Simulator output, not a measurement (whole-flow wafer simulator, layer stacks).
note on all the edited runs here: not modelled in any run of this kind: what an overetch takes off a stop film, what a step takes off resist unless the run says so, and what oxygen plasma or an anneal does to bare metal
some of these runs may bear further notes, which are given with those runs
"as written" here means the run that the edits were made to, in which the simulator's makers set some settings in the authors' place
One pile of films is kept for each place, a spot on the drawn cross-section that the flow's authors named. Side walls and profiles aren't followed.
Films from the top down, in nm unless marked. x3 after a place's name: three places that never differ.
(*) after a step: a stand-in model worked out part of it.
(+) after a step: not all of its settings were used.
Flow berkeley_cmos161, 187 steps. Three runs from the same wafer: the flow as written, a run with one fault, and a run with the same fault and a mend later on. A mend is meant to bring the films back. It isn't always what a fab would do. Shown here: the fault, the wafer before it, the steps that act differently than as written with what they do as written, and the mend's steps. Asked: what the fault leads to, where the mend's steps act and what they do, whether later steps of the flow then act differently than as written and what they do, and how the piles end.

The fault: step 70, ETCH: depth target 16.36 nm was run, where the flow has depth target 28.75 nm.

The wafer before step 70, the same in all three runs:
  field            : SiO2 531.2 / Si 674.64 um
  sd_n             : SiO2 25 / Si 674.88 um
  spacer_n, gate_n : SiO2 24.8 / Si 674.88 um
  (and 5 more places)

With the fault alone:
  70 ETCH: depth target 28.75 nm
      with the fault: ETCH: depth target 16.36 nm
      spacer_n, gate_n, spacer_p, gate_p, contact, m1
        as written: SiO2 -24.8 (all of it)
        with the fault: SiO2 -16.4
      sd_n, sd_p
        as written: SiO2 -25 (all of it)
        with the fault: SiO2 -16.4
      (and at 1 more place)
  Later steps of the flow that act differently than as written (46 more steps differ only slightly, by at most 2% or 0.5 nm, whichever is larger, and aren't shown):
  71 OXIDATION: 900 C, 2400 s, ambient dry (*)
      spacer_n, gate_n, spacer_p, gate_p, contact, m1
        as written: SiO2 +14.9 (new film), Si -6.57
        with the fault: SiO2 +12.3, Si -5.41
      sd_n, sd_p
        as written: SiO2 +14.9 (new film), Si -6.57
        with the fault: SiO2 +12.2, Si -5.38
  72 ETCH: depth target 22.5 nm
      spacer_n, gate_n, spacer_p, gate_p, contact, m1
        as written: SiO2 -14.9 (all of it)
        with the fault: SiO2 -20.7 (all of it)
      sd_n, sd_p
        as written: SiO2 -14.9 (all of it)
        with the fault: SiO2 -20.9 (all of it)
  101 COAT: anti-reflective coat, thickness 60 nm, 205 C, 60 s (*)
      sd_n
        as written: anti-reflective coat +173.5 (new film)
        with the fault: anti-reflective coat +182.4 (new film)
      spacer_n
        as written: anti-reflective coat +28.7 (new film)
        with the fault: anti-reflective coat +26.7 (new film)
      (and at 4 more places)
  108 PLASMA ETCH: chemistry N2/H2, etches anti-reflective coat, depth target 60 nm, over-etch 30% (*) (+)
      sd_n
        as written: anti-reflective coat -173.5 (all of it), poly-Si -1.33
        with the fault: anti-reflective coat -182.4 (all of it), poly-Si -1.4
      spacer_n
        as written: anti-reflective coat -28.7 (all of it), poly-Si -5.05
        with the fault: anti-reflective coat -26.7 (all of it), poly-Si -5.4
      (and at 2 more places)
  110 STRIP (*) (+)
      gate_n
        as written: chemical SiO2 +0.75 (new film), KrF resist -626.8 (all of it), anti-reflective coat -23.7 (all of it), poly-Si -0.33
        with the fault: chemical SiO2 +0.75 (new film), KrF resist -634.2 (all of it), anti-reflective coat -21.7 (all of it), poly-Si -0.33
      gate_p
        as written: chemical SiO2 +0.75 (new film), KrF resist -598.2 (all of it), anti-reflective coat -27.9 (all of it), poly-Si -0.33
        with the fault: chemical SiO2 +0.75 (new film), KrF resist -602.5 (all of it), anti-reflective coat -26.9 (all of it), poly-Si -0.33
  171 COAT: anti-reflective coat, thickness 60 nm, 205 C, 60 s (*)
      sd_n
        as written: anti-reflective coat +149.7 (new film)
        with the fault: anti-reflective coat +159 (new film)
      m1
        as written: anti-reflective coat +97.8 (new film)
        with the fault: anti-reflective coat +100.3 (new film)
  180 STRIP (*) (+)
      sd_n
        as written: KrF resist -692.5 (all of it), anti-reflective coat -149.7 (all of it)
        with the fault: KrF resist -690.5 (all of it), anti-reflective coat -159 (all of it)
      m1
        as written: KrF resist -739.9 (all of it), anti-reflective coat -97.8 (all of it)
        with the fault: KrF resist -744.2 (all of it), anti-reflective coat -100.3 (all of it)
  At the end the piles differ from the flow's by more than 2% or 0.5 nm, whichever is larger, at field.
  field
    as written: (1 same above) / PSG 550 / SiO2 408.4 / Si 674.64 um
    with the fault: (1 same above) / PSG 550 / SiO2 420.7 / Si 674.64 um

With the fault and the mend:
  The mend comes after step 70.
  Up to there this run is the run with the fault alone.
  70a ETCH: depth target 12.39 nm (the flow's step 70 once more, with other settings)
      spacer_n, gate_n, spacer_p, gate_p, contact, m1
        SiO2 -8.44 (all of it)
      sd_n, sd_p
        SiO2 -8.68 (all of it)
      field
        SiO2 -12.4
  No later step of the flow acts differently than as written at any place that is followed.
  At the end the piles are the same as the flow's at every place that both follow.
